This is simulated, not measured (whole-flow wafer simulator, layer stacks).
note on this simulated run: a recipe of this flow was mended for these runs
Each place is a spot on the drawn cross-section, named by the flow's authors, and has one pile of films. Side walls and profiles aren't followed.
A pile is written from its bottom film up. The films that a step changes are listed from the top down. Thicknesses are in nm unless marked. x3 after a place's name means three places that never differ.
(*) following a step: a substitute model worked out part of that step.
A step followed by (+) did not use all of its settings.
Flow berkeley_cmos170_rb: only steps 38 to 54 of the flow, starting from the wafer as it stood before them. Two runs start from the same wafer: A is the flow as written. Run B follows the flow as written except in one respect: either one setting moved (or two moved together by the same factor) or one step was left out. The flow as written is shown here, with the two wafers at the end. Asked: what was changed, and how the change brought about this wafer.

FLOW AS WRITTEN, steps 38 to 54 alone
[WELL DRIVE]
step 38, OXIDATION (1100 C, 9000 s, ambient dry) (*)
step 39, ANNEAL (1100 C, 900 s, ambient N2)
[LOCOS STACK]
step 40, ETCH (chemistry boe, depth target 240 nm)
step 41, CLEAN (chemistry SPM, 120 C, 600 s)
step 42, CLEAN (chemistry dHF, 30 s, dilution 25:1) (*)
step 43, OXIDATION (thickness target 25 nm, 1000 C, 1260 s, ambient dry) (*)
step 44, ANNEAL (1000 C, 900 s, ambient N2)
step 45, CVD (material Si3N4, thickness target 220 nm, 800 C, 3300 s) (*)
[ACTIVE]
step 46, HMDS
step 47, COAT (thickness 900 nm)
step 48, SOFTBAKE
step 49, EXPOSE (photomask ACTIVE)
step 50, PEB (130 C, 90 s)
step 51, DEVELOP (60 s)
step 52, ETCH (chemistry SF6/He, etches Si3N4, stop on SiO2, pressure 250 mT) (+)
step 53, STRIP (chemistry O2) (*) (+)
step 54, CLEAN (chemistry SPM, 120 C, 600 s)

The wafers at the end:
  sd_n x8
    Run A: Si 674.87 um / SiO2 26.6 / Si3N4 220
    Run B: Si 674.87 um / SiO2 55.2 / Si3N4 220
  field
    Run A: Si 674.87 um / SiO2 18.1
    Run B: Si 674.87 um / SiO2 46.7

What caused this: step 40, ETCH: depth target 154 nm was run, while the flow as written has depth target 240 nm.

Step by step, how the change led to this:
  step 40, ETCH (chemistry boe, depth target 240 nm)
      field, sd_n x8: A SiO2 loses 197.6 (all of it) | B SiO2 loses 154
  step 41, CLEAN (chemistry SPM, 120 C, 600 s)
      field, sd_n x8: A chemical SiO2 gains 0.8 (new film), Si loses 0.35 | B nothing
  step 42, CLEAN (chemistry dHF, 30 s, dilution 25:1) (*)
      field, sd_n x8: A chemical SiO2 loses 0.8 (all of it) | B SiO2 loses 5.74
  step 43, OXIDATION (thickness target 25 nm, 1000 C, 1260 s, ambient dry) (*)
      field, sd_n x8: A SiO2 gains 26.6 (new film), Si loses 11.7 | B SiO2 gains 17.3, Si loses 7.61
